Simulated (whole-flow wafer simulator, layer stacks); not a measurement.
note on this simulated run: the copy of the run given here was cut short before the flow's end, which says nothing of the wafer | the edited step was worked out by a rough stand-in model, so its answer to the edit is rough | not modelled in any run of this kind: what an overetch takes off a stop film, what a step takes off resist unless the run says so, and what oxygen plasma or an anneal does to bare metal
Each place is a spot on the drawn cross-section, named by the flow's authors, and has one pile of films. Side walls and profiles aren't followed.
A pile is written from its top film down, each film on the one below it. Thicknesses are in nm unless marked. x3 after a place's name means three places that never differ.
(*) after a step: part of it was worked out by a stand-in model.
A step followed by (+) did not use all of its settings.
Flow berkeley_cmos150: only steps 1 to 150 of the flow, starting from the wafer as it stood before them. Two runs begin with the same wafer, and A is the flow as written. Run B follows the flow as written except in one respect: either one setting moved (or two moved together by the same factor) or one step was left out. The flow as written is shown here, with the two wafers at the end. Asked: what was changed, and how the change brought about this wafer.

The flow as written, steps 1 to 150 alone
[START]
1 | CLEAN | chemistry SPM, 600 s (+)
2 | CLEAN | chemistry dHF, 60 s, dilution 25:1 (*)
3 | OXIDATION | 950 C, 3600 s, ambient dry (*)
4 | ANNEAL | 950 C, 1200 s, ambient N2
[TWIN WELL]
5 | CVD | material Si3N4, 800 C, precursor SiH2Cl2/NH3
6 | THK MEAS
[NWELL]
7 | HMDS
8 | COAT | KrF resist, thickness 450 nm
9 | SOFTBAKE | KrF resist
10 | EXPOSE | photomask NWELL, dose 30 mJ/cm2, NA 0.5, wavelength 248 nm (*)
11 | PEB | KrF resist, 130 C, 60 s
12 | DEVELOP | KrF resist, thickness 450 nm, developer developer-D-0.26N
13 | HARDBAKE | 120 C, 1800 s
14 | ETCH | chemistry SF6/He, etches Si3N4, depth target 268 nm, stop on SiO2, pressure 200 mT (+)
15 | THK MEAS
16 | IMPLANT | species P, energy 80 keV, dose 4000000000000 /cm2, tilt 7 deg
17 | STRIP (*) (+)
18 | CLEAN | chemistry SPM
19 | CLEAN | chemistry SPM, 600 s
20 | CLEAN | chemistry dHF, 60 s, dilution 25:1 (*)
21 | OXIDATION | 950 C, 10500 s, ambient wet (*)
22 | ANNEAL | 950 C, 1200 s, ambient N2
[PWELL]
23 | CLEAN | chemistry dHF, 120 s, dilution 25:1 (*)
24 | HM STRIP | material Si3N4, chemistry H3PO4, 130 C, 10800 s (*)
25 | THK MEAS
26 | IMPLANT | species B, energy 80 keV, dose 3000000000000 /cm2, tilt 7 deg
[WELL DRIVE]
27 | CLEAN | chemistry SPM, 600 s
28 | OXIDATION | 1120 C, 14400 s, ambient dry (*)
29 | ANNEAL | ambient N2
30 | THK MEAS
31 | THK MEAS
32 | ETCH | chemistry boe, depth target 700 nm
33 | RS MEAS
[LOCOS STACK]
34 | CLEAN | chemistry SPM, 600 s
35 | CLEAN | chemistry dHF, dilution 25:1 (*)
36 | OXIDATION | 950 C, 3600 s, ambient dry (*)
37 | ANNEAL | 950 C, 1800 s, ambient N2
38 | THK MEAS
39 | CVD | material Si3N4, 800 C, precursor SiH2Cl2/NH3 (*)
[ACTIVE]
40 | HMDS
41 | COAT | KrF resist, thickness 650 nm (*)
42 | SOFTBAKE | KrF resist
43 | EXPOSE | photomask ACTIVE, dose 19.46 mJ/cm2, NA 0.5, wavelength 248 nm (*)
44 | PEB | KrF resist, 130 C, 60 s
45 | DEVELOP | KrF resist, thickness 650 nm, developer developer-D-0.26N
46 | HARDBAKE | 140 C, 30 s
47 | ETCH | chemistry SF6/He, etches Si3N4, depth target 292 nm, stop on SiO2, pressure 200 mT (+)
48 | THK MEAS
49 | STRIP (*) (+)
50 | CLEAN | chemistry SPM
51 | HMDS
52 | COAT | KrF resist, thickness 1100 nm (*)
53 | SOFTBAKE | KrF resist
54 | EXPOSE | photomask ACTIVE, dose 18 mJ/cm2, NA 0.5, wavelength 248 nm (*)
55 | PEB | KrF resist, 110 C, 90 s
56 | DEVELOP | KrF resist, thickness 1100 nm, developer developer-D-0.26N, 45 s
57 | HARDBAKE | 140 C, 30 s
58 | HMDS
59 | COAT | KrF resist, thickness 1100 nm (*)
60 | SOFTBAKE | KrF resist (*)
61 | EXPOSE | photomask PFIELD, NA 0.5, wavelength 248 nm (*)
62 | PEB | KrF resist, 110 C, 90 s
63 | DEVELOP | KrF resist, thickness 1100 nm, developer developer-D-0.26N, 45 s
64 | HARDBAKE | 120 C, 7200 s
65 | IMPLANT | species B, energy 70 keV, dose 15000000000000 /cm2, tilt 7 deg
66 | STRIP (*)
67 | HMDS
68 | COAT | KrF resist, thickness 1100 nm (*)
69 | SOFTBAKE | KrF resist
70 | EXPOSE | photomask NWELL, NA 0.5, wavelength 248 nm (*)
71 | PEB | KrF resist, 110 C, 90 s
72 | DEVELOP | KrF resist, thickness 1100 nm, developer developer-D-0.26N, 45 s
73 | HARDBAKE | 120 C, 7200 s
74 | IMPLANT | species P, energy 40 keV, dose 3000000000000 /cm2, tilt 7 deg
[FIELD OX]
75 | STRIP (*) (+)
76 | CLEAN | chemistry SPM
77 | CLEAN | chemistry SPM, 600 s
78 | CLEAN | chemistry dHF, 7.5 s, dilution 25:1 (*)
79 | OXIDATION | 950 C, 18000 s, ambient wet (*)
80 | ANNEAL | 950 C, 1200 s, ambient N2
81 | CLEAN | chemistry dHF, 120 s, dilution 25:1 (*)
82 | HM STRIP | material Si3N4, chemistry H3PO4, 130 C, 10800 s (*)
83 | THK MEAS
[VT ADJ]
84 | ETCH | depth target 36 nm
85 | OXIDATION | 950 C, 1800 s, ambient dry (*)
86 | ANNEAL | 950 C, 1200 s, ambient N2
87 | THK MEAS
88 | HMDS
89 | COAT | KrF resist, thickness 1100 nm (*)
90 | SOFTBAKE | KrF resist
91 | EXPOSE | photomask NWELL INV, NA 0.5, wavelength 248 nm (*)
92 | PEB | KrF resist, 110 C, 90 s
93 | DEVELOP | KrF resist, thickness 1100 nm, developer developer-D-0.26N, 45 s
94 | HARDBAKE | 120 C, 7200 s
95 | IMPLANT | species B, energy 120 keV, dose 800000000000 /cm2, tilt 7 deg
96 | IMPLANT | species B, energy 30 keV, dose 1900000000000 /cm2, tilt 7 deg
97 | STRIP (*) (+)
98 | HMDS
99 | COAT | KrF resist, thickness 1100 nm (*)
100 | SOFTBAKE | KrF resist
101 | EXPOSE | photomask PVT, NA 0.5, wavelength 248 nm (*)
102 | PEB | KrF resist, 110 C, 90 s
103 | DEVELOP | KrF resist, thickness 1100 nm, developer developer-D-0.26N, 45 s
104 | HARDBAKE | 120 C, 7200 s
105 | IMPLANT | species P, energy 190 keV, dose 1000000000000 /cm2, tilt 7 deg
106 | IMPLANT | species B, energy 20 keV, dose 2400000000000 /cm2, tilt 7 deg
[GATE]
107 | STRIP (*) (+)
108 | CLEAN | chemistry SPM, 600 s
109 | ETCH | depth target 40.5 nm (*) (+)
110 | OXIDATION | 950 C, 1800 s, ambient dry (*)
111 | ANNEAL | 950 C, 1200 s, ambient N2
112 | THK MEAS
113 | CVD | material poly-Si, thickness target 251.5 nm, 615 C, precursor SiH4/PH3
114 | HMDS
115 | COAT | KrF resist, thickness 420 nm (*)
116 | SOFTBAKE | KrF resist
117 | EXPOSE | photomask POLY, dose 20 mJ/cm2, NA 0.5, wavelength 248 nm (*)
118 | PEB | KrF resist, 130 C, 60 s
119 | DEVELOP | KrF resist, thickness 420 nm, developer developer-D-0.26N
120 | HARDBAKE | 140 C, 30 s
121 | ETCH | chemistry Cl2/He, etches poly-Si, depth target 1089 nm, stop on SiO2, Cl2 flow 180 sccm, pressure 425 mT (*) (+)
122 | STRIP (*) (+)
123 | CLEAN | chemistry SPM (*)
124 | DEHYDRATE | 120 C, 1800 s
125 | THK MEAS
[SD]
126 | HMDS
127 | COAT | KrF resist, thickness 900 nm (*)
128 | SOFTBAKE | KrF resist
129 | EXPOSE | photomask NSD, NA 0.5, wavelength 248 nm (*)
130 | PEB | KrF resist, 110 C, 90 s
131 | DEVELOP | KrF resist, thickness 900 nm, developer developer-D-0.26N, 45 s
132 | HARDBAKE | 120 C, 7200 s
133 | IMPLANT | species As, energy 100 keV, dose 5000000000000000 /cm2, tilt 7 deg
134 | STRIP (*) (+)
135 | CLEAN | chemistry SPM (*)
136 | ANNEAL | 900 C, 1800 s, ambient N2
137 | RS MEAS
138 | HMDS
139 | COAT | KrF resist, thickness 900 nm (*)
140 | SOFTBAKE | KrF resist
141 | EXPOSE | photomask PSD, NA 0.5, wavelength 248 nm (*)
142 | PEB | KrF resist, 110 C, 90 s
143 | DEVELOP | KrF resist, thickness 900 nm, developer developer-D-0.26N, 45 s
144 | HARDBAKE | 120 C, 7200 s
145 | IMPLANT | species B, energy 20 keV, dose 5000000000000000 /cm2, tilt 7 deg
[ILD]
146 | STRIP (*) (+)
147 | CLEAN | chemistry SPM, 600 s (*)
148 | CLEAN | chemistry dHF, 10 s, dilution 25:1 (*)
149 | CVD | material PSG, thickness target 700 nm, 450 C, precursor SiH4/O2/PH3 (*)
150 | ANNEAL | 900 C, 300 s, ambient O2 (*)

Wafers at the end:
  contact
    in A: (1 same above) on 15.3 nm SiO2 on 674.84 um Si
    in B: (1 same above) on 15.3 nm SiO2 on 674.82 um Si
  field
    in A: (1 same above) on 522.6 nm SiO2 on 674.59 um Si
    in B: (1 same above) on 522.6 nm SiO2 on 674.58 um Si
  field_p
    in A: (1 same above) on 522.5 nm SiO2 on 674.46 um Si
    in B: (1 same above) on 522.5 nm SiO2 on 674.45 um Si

The reason: step 28, OXIDATION: 17280 s was run, whereas the flow has 14400 s.

The path from the change to this, step by step:
  28 | OXIDATION | 1120 C, 14400 s, ambient dry (*)
      field, sd_n, gate_n, contact, m1: A +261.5 SiO2, -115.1 Si | B +293.1 SiO2, -128.9 Si
      field_p, sd_p, gate_p: A +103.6 SiO2, -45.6 Si | B +122.3 SiO2, -53.8 Si
  32 | ETCH | chemistry boe, depth target 700 nm
      field, sd_n, gate_n, contact, m1: A -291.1 SiO2 (all of it) | B -322.6 SiO2 (all of it)
      field_p, sd_p, gate_p: A -555.5 SiO2 (all of it) | B -574.2 SiO2 (all of it)
